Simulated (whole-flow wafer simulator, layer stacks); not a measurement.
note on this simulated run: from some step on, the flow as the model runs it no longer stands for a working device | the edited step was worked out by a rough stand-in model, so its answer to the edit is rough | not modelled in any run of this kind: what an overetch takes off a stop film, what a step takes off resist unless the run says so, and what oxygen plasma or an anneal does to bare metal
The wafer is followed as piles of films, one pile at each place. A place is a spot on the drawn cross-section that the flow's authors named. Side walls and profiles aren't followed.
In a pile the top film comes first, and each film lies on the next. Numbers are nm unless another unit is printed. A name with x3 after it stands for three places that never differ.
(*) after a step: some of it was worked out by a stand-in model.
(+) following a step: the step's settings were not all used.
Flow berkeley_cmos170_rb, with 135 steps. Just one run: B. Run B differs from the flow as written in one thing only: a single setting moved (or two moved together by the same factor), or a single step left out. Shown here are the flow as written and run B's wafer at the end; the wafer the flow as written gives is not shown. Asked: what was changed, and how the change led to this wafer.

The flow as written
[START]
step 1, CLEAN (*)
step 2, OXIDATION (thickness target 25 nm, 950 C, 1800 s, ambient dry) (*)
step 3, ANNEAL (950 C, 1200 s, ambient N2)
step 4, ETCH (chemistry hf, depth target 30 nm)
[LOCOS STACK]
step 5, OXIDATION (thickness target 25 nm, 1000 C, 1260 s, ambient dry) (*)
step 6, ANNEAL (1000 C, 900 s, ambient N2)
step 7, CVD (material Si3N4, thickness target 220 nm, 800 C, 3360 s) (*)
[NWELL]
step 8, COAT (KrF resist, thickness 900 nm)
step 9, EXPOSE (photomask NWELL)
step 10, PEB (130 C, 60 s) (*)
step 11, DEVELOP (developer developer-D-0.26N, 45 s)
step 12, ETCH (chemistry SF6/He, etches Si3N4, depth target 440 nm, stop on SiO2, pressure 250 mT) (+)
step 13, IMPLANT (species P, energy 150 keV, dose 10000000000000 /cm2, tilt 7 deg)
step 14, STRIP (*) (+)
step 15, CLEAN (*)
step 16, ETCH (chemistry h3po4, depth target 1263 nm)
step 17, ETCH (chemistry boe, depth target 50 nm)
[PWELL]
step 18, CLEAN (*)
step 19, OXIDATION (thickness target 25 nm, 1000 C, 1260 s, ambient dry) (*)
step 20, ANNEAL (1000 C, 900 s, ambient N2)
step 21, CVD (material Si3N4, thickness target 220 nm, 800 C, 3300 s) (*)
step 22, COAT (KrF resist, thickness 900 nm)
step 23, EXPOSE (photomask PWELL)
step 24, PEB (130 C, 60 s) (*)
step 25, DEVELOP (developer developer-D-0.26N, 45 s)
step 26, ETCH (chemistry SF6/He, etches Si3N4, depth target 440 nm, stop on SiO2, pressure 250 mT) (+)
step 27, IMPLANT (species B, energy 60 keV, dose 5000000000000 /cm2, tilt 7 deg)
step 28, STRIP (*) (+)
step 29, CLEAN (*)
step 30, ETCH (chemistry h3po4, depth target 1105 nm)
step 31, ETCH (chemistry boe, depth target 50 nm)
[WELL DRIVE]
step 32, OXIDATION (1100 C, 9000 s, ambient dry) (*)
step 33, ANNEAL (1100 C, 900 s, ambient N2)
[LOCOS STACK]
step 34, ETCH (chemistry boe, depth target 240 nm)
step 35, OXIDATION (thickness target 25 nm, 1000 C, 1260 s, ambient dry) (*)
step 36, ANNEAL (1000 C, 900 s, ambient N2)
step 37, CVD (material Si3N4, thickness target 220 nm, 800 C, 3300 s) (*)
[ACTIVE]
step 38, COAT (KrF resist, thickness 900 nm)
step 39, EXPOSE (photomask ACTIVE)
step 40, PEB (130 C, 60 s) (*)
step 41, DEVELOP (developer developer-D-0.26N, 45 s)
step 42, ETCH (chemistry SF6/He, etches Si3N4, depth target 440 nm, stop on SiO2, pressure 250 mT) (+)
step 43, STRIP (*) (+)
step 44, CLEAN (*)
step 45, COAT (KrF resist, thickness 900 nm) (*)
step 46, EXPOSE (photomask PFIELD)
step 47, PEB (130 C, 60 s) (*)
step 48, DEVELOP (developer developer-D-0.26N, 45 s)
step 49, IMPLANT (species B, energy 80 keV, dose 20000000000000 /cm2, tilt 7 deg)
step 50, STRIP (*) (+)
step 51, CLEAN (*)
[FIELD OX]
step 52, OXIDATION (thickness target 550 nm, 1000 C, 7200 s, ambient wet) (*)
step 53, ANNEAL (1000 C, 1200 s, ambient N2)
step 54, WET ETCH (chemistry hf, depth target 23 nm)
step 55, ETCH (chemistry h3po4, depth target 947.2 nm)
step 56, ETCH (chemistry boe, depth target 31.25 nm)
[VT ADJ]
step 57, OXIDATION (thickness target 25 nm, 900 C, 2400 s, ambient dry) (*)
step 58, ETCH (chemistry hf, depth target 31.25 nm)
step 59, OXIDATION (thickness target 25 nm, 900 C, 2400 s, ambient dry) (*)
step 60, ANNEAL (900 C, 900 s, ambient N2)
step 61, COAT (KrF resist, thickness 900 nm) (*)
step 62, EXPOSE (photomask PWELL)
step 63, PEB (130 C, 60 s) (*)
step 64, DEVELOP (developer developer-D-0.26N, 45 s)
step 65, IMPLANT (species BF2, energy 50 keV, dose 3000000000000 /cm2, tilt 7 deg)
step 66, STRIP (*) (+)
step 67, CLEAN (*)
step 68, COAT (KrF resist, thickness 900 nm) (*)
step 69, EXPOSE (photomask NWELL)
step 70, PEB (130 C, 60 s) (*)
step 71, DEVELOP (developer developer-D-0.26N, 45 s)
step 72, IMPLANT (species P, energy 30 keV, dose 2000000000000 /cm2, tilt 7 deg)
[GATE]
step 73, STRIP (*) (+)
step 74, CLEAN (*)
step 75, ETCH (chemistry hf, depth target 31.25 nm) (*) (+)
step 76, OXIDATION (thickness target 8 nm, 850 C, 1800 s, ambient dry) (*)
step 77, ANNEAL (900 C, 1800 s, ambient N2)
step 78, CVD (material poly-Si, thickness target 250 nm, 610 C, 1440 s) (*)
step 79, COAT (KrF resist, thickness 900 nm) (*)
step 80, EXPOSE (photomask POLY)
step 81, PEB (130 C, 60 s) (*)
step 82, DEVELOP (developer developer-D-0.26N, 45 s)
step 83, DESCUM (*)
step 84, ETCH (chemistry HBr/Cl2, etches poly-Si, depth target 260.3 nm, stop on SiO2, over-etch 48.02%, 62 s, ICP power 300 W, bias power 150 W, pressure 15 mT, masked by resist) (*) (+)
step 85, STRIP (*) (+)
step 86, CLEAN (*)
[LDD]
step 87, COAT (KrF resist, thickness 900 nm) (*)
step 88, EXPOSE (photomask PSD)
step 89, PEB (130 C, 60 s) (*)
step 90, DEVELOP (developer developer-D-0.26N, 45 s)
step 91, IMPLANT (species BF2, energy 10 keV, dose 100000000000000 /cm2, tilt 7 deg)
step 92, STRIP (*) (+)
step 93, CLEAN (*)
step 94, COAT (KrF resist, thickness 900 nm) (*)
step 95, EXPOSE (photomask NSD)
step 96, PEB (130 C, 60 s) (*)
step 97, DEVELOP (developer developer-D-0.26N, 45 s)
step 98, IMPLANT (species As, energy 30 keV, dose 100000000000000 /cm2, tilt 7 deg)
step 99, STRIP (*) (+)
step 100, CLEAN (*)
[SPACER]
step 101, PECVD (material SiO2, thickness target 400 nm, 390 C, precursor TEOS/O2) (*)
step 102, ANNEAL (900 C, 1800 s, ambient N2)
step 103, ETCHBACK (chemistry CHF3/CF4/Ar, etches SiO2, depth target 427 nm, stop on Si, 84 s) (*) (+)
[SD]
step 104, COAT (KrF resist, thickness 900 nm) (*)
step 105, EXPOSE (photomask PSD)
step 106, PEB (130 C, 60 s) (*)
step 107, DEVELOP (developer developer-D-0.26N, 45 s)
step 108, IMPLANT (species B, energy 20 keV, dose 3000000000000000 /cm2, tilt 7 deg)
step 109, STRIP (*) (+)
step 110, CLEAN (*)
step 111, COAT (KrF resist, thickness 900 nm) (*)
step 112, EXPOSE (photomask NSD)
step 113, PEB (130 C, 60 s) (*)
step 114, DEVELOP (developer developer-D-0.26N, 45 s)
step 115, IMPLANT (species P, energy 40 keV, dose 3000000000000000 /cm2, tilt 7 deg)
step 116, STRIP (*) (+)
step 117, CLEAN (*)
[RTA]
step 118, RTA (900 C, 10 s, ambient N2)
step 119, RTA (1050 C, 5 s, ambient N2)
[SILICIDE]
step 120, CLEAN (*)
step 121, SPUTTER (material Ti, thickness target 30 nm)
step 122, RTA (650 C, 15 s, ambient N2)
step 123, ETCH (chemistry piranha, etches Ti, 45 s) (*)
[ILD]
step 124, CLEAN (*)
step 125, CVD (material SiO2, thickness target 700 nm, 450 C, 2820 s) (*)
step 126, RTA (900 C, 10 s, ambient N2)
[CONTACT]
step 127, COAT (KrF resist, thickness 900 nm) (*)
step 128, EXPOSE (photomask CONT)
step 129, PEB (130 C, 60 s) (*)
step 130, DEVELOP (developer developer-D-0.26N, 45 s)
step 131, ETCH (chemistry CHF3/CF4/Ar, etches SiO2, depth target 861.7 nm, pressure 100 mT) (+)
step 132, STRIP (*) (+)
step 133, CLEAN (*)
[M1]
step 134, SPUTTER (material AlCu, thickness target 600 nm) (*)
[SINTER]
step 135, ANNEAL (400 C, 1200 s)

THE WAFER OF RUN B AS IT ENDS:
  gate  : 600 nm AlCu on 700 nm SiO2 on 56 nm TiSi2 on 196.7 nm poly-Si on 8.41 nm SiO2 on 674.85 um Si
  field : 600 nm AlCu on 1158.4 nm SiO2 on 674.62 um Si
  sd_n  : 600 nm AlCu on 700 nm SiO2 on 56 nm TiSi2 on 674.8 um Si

Cause: step 76, OXIDATION: 2160 s was run, while the flow as written has 1800 s.

How this came from the change, step by step:
  step 76, OXIDATION (thickness target 8 nm, 850 C, 1800 s, ambient dry) (*)
      sd_n, spacer_n, gate, sd_p, spacer_p, gate_p, contact, m1: +8.41 SiO2 (new film), -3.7 Si (it would be, as written: +7.53 SiO2 (new film), -3.31 Si)
